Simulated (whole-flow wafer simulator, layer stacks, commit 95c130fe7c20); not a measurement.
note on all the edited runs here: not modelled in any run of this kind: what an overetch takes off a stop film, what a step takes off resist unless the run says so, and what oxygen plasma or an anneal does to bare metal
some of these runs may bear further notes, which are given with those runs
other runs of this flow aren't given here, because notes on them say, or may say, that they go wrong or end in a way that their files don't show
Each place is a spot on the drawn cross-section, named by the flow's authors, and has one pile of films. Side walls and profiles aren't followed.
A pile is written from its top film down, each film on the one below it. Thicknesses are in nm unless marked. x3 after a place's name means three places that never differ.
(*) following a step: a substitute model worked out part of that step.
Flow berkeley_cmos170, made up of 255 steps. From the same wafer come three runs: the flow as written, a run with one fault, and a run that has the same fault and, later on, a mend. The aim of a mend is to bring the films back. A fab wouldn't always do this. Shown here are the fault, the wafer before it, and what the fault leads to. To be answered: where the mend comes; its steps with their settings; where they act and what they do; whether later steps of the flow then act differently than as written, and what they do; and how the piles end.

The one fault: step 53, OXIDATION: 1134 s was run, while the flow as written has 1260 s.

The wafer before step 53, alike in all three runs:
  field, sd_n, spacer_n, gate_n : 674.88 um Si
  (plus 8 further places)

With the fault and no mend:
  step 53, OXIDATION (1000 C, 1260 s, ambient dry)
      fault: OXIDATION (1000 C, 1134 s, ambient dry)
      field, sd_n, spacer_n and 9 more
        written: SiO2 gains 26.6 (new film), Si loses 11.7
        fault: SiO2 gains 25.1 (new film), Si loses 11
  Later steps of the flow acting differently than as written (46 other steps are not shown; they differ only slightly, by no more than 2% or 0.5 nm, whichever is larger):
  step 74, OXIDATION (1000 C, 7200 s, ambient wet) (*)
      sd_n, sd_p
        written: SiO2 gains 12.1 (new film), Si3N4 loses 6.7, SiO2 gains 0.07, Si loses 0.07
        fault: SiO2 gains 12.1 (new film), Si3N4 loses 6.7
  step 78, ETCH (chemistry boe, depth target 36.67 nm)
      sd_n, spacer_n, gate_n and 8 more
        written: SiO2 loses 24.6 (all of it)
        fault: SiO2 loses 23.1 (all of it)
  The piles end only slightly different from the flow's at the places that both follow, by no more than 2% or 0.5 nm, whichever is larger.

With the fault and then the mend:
  The mend follows step 53.
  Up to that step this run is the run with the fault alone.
  step 53a, OXIDATION (1000 C, 126 s, ambient dry) (*) (the flow's step 53 again, with other settings)
      field, sd_n, spacer_n and 9 more
        SiO2 gains 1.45, Si loses 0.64
  Later steps of the flow that are run all act as written at every place that is followed.
  At every place that both follow, the piles at the end match the flow's.
